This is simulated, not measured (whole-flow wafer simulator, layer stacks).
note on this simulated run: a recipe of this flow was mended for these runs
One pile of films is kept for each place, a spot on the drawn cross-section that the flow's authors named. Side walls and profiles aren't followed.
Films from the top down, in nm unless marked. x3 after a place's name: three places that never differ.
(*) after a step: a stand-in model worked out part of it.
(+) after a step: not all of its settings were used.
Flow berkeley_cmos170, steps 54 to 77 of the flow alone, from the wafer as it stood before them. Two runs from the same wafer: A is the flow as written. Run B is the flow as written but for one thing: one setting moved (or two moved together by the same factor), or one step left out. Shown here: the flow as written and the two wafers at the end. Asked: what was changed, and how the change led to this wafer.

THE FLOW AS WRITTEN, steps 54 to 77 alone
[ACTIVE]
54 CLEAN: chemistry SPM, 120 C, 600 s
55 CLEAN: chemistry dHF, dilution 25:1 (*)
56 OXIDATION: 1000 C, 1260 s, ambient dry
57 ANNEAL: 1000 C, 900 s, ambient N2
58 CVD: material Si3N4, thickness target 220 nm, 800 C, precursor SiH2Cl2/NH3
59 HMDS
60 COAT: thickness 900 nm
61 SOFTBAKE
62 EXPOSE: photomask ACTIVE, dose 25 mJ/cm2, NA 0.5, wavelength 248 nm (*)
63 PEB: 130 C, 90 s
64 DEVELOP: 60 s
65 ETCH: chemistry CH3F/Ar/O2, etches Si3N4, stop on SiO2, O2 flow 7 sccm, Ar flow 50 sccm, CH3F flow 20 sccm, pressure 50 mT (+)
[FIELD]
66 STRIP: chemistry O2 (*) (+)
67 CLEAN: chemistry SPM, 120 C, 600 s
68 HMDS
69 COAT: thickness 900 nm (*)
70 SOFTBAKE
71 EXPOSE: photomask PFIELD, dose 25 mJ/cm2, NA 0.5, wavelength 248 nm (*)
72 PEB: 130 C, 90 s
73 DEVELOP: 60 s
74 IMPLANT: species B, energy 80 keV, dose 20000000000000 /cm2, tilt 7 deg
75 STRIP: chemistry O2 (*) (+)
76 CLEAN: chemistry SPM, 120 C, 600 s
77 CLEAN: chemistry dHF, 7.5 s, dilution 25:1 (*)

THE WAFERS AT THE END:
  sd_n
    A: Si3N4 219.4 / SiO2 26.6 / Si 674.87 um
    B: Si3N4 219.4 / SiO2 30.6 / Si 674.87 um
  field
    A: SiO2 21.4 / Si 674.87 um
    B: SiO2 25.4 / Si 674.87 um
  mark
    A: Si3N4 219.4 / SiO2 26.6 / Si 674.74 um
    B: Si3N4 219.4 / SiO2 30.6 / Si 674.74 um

The cause: step 56, OXIDATION: 1016 C was run, where the flow has 1000 C.

How the change led to this, step by step:
  56 OXIDATION: 1000 C, 1260 s, ambient dry
      field, mark, sd_n and 10 more: A SiO2 +26.6 (new film), Si -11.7 | B SiO2 +30.6 (new film), Si -13.5
